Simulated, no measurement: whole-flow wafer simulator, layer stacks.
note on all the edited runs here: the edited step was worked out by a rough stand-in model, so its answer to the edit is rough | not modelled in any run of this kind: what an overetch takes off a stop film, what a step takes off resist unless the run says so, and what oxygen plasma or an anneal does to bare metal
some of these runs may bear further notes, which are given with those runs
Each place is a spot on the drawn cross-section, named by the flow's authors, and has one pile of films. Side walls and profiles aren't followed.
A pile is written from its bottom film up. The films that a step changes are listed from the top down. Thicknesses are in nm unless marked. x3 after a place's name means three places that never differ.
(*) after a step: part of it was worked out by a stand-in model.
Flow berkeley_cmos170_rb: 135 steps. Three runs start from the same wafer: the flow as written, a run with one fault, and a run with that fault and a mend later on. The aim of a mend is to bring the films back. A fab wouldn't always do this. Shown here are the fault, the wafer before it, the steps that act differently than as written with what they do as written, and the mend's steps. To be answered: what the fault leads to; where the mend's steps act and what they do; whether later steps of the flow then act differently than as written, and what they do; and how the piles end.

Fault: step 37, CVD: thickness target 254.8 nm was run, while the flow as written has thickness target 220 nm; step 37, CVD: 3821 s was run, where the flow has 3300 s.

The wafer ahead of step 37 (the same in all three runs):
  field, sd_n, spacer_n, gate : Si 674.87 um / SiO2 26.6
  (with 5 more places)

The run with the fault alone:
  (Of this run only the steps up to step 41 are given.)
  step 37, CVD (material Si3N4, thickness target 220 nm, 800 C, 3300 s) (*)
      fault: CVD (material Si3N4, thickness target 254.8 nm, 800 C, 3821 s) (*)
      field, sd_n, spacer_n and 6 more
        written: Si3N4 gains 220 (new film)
        fault: Si3N4 gains 254.8 (new film)
  Later steps of the flow up to step 41 that are run all act as written at every place that is followed.
  Once step 41 is done, the piles at field, sd_n, spacer_n and 6 more depart from the flow's by more than 2% or 0.5 nm, whichever is larger.
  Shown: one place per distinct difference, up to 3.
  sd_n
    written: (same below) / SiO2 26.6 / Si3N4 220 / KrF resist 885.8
    fault: (same below) / SiO2 26.6 / Si3N4 254.8 / KrF resist 885.8
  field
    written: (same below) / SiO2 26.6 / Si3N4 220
    fault: (same below) / SiO2 26.6 / Si3N4 254.8

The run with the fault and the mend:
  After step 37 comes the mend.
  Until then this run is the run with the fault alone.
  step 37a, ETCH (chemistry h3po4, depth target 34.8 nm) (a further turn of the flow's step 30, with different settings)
      field, sd_n, spacer_n and 6 more
        Si3N4 loses 34.8
  Later steps of the flow that are run all act as written at every place that is followed.
  By the end, the piles equal the flow's at every place that both follow.
